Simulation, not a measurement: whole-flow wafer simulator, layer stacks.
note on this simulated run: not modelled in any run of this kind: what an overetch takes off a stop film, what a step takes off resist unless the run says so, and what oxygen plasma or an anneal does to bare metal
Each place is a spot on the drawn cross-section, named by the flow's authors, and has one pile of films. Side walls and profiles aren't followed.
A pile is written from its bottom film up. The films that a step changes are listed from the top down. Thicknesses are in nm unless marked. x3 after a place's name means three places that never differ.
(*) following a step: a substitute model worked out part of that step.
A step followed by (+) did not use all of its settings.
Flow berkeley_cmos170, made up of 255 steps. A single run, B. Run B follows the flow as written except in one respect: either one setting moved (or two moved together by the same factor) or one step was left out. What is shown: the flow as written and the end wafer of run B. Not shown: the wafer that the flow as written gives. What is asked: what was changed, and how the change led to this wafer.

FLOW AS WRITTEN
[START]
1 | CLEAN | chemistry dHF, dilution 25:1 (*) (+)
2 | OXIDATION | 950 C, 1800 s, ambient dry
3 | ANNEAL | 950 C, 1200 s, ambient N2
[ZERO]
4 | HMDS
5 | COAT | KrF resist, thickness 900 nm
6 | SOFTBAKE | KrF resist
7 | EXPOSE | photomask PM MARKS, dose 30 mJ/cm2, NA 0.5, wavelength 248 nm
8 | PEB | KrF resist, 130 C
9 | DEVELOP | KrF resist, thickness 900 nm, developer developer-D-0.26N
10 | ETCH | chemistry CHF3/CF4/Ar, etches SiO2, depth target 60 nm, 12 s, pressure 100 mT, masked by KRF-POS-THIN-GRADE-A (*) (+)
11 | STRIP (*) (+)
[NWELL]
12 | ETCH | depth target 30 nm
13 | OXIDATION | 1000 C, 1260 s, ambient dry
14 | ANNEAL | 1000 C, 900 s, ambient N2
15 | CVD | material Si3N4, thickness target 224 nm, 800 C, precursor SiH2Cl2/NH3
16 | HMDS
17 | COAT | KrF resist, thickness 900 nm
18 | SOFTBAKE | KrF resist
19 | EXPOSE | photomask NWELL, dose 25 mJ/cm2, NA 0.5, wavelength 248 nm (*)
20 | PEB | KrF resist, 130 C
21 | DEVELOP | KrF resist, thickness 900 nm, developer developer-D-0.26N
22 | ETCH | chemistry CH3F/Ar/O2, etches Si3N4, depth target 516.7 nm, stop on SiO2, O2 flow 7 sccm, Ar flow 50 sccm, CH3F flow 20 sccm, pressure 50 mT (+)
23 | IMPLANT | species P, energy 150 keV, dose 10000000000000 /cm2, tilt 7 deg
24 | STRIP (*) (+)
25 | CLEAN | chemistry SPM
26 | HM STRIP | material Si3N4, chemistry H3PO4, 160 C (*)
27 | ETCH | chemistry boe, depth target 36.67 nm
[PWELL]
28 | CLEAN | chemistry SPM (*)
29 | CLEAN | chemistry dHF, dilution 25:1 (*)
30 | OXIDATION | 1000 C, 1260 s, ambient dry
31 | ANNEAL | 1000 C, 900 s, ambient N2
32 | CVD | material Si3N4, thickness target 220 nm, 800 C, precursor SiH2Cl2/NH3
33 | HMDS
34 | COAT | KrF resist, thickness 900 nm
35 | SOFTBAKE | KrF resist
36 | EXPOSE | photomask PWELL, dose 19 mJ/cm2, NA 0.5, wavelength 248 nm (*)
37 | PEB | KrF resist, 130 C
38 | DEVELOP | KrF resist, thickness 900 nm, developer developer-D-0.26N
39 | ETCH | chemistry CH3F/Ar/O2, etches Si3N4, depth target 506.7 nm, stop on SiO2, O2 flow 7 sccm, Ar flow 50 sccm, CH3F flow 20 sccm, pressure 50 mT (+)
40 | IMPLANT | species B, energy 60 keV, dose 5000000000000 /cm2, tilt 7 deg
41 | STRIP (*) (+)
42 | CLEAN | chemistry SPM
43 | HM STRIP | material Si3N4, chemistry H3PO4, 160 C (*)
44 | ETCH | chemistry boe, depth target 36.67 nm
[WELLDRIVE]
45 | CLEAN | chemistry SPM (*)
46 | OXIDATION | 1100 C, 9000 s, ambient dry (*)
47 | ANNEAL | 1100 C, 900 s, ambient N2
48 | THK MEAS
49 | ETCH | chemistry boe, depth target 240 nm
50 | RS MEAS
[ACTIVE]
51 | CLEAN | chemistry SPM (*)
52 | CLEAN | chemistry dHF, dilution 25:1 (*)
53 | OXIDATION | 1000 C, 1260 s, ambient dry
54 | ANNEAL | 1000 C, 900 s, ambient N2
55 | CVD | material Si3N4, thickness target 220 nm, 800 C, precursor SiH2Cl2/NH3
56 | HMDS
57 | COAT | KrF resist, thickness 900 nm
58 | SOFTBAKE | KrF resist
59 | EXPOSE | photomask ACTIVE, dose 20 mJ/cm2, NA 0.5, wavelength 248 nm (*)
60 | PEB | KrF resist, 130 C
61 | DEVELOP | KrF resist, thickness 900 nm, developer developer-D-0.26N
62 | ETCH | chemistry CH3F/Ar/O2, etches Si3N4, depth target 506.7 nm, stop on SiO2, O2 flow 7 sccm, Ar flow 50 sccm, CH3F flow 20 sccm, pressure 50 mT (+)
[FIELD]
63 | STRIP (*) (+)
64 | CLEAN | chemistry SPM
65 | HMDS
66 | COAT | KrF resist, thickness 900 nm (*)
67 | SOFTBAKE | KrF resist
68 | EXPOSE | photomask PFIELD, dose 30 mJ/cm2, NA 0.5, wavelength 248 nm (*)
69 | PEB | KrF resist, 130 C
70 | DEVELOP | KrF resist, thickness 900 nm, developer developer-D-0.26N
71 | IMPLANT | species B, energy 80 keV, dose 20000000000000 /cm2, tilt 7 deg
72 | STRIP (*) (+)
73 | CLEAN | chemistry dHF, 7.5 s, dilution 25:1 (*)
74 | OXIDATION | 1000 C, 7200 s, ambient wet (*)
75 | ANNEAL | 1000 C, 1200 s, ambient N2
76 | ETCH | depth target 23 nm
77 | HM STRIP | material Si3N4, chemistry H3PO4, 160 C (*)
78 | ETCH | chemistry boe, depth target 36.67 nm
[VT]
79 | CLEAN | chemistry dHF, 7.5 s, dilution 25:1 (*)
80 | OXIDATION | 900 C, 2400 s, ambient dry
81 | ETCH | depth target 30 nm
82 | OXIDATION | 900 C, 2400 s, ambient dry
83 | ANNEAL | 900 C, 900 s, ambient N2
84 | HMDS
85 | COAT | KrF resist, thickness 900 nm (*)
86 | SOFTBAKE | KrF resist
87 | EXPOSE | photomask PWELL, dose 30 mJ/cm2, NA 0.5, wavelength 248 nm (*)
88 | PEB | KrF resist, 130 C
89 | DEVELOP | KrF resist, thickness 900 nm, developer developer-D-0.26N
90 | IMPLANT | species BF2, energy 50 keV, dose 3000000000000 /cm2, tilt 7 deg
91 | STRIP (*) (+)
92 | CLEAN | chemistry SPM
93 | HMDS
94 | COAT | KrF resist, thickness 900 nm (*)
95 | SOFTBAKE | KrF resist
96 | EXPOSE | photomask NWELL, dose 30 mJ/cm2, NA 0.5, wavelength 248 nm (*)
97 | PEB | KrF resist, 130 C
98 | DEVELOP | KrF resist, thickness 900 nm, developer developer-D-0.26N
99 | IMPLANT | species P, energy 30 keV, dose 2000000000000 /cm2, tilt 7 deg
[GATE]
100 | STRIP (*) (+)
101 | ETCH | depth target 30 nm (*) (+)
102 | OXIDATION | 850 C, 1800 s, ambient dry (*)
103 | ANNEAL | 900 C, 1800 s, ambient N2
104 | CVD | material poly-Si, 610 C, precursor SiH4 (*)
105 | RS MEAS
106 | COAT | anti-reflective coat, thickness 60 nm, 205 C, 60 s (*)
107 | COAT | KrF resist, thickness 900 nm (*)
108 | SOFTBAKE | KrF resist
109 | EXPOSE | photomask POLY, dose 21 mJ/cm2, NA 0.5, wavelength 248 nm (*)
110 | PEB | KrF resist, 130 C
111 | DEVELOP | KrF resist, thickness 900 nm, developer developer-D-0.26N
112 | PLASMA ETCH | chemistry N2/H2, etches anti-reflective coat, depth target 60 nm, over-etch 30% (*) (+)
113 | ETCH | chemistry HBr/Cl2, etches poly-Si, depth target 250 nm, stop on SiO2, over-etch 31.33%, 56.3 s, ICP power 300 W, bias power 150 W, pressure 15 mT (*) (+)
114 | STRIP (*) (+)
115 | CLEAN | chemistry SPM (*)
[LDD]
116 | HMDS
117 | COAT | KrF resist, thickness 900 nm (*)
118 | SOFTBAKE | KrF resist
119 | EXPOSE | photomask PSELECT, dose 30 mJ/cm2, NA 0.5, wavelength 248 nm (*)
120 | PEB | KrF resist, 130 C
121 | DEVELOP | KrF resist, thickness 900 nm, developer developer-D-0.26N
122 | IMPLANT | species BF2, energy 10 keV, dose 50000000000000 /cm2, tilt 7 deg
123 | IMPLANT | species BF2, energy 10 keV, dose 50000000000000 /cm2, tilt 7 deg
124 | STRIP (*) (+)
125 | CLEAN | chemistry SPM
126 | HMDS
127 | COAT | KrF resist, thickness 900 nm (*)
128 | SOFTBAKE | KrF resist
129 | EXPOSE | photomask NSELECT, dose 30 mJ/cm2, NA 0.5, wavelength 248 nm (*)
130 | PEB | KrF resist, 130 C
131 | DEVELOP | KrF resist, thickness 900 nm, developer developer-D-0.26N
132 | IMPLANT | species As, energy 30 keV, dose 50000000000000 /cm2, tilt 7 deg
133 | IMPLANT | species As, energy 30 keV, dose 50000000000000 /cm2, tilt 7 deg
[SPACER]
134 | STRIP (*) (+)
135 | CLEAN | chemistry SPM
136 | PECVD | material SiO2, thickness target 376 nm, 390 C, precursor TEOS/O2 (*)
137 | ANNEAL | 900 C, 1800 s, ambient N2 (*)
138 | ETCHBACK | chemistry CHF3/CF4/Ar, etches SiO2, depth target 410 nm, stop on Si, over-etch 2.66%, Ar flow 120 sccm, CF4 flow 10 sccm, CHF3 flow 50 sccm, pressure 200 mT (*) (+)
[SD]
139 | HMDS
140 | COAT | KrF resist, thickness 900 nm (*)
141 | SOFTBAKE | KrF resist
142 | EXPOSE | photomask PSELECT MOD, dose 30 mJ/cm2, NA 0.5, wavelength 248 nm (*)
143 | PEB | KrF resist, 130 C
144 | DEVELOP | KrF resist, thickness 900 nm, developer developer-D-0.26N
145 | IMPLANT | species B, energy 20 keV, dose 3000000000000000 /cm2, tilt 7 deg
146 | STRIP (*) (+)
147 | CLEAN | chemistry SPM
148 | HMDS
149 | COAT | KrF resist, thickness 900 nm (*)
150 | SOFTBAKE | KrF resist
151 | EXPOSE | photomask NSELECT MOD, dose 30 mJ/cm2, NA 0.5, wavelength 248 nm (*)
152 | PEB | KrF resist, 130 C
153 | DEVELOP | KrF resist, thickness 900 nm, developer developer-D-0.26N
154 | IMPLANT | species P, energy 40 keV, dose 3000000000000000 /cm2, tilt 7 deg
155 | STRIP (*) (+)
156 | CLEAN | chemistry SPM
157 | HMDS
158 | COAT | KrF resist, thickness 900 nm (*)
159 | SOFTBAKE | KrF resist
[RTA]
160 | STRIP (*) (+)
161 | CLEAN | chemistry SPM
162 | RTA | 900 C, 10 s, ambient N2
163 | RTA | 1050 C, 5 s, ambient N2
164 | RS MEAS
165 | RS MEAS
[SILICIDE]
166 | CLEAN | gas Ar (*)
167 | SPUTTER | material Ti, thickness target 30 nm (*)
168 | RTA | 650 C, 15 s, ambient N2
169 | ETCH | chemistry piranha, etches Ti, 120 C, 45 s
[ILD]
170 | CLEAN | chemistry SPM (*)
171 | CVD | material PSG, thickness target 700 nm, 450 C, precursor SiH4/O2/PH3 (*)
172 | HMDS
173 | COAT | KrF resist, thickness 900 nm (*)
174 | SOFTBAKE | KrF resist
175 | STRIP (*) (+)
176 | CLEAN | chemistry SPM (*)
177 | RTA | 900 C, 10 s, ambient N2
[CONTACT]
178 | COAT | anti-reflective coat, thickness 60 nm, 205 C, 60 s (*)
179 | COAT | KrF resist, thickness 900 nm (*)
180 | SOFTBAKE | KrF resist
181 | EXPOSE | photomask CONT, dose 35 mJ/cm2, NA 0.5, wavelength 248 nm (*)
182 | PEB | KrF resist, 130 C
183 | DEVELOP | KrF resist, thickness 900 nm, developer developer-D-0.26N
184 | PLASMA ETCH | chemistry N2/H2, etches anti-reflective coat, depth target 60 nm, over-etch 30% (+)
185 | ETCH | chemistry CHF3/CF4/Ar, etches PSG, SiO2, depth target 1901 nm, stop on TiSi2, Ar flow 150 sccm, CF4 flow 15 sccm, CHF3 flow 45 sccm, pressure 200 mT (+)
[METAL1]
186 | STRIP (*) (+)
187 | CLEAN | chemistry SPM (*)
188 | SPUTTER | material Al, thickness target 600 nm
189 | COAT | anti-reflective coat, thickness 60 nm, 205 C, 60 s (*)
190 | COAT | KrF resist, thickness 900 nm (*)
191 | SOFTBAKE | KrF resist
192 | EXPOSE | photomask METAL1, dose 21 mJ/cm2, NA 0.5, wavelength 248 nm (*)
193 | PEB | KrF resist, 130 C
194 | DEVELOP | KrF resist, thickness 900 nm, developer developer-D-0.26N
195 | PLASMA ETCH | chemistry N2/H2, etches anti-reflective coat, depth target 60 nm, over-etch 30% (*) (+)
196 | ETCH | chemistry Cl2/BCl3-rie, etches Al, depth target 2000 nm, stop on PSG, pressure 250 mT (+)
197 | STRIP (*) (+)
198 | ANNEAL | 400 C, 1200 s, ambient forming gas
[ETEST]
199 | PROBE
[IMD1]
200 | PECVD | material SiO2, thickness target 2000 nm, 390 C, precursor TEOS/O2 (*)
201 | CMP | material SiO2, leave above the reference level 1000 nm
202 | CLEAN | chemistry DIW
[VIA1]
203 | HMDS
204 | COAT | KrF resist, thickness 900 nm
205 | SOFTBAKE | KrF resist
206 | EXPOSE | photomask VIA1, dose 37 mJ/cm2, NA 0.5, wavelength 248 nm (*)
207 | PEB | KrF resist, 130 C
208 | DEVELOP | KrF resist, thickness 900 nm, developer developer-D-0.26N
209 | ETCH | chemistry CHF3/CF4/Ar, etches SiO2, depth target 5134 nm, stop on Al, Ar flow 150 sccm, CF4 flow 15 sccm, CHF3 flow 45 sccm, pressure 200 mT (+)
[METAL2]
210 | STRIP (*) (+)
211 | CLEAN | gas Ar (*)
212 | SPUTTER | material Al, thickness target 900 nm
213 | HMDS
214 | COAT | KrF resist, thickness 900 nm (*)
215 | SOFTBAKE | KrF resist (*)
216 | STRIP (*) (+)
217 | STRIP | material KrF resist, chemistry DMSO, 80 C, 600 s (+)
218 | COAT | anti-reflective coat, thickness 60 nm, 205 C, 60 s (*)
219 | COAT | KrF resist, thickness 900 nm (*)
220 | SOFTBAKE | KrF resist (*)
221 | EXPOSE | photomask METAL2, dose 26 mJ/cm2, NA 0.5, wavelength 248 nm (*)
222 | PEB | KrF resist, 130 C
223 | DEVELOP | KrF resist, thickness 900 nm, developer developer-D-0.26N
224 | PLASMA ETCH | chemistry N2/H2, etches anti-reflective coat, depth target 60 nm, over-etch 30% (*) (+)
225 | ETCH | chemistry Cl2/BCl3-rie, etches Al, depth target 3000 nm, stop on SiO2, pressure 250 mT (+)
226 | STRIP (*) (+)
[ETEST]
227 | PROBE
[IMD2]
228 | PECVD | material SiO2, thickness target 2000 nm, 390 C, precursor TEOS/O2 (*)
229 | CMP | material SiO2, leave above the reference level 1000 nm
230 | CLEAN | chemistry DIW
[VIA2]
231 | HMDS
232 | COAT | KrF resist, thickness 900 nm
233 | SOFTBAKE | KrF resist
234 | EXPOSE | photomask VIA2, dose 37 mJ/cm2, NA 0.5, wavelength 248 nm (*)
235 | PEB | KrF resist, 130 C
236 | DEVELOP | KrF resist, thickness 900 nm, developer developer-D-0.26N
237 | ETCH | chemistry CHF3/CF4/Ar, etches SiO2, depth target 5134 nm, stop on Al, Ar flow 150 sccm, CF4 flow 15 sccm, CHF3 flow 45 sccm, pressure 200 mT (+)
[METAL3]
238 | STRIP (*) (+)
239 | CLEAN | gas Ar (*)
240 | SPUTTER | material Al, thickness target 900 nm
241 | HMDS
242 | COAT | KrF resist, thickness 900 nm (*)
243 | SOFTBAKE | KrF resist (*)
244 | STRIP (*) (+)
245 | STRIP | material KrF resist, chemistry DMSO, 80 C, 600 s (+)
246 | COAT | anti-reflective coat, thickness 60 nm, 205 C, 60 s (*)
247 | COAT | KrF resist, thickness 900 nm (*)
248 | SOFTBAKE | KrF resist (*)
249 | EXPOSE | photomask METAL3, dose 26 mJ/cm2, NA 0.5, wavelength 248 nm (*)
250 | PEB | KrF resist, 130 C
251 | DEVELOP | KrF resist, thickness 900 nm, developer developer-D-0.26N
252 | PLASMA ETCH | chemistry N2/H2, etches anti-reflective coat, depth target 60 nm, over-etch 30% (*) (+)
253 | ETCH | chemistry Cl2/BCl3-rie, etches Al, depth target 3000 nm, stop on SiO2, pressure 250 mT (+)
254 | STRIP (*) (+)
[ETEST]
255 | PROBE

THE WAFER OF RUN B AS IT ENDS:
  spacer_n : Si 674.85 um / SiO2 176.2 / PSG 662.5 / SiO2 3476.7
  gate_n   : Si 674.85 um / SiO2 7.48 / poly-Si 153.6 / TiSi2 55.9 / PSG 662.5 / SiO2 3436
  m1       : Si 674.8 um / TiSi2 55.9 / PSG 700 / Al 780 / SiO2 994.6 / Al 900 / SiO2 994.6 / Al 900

The reason: step 188, SPUTTER: thickness target 780 nm was run, though the flow has thickness target 600 nm.
One can read it off the wafer: m1 has Al 780, and step 188 as written asks for 600 nm.

How this came from the change, step by step:
  188 | SPUTTER | material Al, thickness target 600 nm
      field, sd_n, spacer_n and 7 more: Al gains 780 (new film) (as written it would have been: Al gains 600 (new film))
      sd_p: Al gains 751.8 (new film) (as written it would have been: Al gains 573.8 (new film))
      (as well as at 1 more place)
  189 | COAT | anti-reflective coat, thickness 60 nm, 205 C, 60 s (*)
      sd_n: anti-reflective coat gains 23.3 (new film) (as written it would have been: anti-reflective coat gains 17.7 (new film))
      contact: anti-reflective coat gains 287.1 (new film) (as written it would have been: anti-reflective coat gains 261.9 (new film))
  190 | COAT | KrF resist, thickness 900 nm (*)
      sd_n: KrF resist gains 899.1 (new film) (as written it would have been: KrF resist gains 922.1 (new film))
  194 | DEVELOP | KrF resist, thickness 900 nm, developer developer-D-0.26N
      sd_n: KrF resist loses 897.6 (all of it) (as written it would have been: KrF resist loses 920.6 (all of it))
  195 | PLASMA ETCH | chemistry N2/H2, etches anti-reflective coat, depth target 60 nm, over-etch 30% (*) (+)
      sd_n: anti-reflective coat loses 23.3 (all of it) (as written it would have been: anti-reflective coat loses 17.7 (all of it))
  196 | ETCH | chemistry Cl2/BCl3-rie, etches Al, depth target 2000 nm, stop on PSG, pressure 250 mT (+)
      field, sd_n, spacer_n, gate_n, spacer_p, gate_p: Al loses 780 (all of it), PSG loses 37.5 (as written it would have been: Al loses 600 (all of it), PSG loses 37.5)
      contact, m1, via1, m2, via2: KrF resist loses 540 (as written it would have been: KrF resist loses 450)
      (as well as at 1 more place)
  197 | STRIP (*) (+)
      contact: KrF resist loses 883 (all of it), anti-reflective coat loses 287.1 (all of it) (as written it would have been: KrF resist loses 966.1 (all of it), anti-reflective coat loses 261.9 (all of it))
      m1: KrF resist loses 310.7 (all of it), anti-reflective coat loses 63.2 (all of it) (as written it would have been: KrF resist loses 404.7 (all of it), anti-reflective coat loses 63 (all of it))
      (as well as at 3 more places)
  201 | CMP | material SiO2, leave above the reference level 1000 nm
      spacer_n, spacer_p: SiO2 loses 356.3 (as written it would have been: SiO2 loses 536.3)
      gate_n, gate_p: SiO2 loses 397.1 (as written it would have been: SiO2 loses 577.1)
      (as well as at 4 more places)
